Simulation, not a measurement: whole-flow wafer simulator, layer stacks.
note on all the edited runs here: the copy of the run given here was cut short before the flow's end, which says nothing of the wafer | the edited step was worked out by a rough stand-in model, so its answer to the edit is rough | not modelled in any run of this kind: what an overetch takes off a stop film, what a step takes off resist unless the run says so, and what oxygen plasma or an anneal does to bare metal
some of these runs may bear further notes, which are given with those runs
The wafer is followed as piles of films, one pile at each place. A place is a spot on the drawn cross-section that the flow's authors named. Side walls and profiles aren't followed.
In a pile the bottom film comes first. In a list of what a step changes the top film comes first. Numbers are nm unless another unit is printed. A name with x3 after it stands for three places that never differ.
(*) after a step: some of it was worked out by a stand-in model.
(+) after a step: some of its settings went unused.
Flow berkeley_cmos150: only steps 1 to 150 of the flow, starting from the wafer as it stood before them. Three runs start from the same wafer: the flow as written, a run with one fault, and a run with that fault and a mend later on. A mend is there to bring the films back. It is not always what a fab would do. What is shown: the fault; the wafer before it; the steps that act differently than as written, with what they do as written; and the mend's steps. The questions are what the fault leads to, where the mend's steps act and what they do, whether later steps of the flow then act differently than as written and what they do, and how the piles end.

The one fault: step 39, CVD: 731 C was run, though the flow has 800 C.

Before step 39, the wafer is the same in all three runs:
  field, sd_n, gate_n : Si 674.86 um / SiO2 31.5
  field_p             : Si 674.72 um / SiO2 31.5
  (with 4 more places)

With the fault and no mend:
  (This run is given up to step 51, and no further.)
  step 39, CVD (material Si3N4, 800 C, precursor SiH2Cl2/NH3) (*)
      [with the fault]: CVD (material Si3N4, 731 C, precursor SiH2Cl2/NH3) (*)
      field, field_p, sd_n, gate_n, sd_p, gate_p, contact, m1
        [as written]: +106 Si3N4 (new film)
        [with the fault]: +39.2 Si3N4 (new film)
  Later steps of the flow acting differently than as written:
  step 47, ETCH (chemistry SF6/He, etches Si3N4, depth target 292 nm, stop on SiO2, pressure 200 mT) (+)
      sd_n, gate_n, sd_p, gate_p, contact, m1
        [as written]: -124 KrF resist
        [with the fault]: -51.3 KrF resist
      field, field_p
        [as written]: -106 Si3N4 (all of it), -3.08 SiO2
        [with the fault]: -39.2 Si3N4 (all of it), -3.08 SiO2
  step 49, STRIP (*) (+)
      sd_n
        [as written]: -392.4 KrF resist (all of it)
        [with the fault]: -465 KrF resist (all of it)
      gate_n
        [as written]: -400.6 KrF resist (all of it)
        [with the fault]: -473.3 KrF resist (all of it)
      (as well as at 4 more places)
  Once step 51 is done, the piles at sd_n, gate_n, sd_p, gate_p, contact, m1 depart from the flow's by more than 2% or 0.5 nm, whichever is larger.
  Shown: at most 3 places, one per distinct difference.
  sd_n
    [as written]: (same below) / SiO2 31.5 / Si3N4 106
    [with the fault]: (same below) / SiO2 31.5 / Si3N4 39.2

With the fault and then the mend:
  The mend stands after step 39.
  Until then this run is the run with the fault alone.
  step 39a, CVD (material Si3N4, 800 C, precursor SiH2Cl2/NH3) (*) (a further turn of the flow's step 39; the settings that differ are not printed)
      field, field_p, sd_n, gate_n, sd_p, gate_p, contact, m1
        +66.9 Si3N4
  Every later step of the flow that is run acts as written, at every place that is followed, to within 2% or 0.5 nm, whichever is larger.
  The piles end the same as the flow's at every place that both follow.
